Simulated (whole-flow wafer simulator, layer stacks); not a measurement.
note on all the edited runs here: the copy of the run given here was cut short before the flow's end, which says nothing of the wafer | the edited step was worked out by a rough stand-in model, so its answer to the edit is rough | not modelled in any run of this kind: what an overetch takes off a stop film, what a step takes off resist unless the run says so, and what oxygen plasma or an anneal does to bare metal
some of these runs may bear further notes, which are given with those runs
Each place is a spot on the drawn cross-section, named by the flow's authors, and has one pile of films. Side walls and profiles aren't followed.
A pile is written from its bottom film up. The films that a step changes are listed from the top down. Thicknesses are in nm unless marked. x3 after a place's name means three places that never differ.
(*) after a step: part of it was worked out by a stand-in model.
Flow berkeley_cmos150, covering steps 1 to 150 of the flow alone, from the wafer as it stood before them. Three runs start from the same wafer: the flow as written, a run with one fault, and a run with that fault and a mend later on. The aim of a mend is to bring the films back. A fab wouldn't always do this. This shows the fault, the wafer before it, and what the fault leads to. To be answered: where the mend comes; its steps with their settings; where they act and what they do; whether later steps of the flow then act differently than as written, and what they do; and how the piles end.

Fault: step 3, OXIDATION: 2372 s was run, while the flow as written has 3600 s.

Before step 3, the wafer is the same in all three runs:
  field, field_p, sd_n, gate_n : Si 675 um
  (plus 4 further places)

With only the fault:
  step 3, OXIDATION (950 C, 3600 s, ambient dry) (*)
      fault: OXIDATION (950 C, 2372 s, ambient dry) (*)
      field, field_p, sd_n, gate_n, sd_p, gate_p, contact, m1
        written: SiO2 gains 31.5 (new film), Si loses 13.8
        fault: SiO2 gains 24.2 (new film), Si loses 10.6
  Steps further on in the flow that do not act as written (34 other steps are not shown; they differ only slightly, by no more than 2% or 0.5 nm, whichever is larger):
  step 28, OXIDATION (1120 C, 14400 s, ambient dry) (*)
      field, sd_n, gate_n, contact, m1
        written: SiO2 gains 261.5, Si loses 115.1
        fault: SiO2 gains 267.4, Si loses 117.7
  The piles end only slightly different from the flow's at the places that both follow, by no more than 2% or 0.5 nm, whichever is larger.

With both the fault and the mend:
  The mend follows step 4.
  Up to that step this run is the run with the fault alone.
  step 4a, OXIDATION (950 C, 1117 s, ambient dry) (*) (the flow's step 3 again, with other settings)
      field, field_p, sd_n, gate_n, sd_p, gate_p, contact, m1
        SiO2 gains 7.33, Si loses 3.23
  None of the later steps of the flow differs from how it acts as written, at any place that is followed, by more than 2% or 0.5 nm, whichever is larger.
  By the end, the piles equal the flow's at every place that both follow.
